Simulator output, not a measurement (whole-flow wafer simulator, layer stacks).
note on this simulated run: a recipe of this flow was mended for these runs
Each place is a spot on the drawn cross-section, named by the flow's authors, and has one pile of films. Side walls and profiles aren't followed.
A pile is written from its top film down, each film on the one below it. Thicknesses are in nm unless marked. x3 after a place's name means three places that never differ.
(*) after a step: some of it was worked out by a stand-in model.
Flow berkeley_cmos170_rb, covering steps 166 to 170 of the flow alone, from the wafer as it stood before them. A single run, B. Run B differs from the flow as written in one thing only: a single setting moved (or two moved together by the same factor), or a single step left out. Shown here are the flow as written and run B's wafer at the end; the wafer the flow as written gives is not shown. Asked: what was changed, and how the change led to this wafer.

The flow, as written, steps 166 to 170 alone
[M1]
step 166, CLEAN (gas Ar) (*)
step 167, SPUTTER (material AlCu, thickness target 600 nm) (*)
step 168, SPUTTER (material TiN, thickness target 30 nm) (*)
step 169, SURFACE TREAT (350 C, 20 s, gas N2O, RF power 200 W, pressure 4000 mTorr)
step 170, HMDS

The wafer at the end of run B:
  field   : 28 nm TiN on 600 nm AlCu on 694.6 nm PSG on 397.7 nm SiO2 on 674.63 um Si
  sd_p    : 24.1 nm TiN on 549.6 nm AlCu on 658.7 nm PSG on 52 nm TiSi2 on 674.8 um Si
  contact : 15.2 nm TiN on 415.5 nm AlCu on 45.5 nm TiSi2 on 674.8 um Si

Cause: step 168, SPUTTER: thickness target 28 nm was run, though the flow has thickness target 30 nm.
The wafer itself shows it: field has TiN 28, and step 168 as written asks for 30 nm.

How this came from the change, step by step:
  step 168, SPUTTER (material TiN, thickness target 30 nm) (*)
      field, sd_n, spacer_n, gate, spacer_p, gate_p, m1: TiN gains 28 (new film) (as written it would have been: TiN gains 30 (new film))
      sd_p: TiN gains 24.1 (new film) (as written it would have been: TiN gains 25.8 (new film))
      (and at 1 other place as well)
